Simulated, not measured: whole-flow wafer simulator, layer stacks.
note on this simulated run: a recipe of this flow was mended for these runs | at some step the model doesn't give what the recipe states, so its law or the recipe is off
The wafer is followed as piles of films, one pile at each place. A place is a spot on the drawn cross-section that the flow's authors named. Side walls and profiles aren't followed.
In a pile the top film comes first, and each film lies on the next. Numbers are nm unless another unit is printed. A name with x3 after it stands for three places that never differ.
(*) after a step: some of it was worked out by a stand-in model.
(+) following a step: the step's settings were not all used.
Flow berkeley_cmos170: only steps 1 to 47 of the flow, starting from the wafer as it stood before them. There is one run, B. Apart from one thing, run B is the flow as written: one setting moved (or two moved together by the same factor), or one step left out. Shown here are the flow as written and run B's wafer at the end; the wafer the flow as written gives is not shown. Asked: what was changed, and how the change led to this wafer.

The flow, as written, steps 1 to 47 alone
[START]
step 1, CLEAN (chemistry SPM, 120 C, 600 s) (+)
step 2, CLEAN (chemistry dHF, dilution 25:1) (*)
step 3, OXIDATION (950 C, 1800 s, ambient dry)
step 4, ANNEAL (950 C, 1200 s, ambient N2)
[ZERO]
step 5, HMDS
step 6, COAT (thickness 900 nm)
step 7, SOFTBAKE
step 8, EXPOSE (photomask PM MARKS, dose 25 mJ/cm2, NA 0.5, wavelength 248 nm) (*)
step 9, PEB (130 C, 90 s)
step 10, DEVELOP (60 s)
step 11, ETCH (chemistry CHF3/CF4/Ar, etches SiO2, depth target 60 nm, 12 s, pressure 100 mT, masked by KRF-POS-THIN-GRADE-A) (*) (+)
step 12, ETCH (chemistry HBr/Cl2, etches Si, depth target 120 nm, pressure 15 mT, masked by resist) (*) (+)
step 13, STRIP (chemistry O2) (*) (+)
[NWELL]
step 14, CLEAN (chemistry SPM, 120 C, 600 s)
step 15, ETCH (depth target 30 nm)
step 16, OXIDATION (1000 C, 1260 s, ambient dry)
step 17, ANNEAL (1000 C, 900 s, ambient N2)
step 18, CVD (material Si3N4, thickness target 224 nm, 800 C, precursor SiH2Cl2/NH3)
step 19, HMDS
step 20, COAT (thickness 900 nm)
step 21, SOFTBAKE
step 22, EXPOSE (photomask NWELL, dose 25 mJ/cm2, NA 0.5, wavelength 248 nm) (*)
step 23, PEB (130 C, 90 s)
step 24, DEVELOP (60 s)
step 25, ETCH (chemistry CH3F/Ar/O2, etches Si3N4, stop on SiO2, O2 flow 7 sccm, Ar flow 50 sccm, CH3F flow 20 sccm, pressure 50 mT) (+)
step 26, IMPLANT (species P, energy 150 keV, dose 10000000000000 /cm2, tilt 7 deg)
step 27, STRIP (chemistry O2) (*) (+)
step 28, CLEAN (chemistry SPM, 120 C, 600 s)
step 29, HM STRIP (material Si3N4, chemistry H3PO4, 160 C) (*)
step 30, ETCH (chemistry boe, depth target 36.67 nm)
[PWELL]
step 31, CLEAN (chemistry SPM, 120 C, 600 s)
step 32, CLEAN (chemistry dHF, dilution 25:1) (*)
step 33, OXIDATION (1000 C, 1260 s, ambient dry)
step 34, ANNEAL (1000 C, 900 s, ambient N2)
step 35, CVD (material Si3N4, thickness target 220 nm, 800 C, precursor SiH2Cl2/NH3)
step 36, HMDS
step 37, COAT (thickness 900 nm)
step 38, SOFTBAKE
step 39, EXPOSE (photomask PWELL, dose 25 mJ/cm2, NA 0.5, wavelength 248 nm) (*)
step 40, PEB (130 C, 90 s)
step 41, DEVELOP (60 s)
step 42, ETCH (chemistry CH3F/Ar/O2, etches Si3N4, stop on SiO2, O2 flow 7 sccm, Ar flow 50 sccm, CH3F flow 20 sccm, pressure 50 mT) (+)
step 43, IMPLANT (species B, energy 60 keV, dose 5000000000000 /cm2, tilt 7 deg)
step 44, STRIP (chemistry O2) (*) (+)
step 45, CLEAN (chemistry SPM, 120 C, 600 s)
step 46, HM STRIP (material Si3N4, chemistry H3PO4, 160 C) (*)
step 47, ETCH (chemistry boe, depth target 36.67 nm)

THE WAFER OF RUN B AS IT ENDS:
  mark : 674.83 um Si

The reason: step 12, ETCH: depth target 133 nm was run, though the flow has depth target 120 nm.

Step by step, how the change led to this:
  step 12, ETCH (chemistry HBr/Cl2, etches Si, depth target 120 nm, pressure 15 mT, masked by resist) (*) (+)
      field x9, sd_p x3: -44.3 KrF-resist (in the flow as written it would be: -40 KrF-resist)
      mark: -133 Si (in the flow as written it would be: -120 Si)
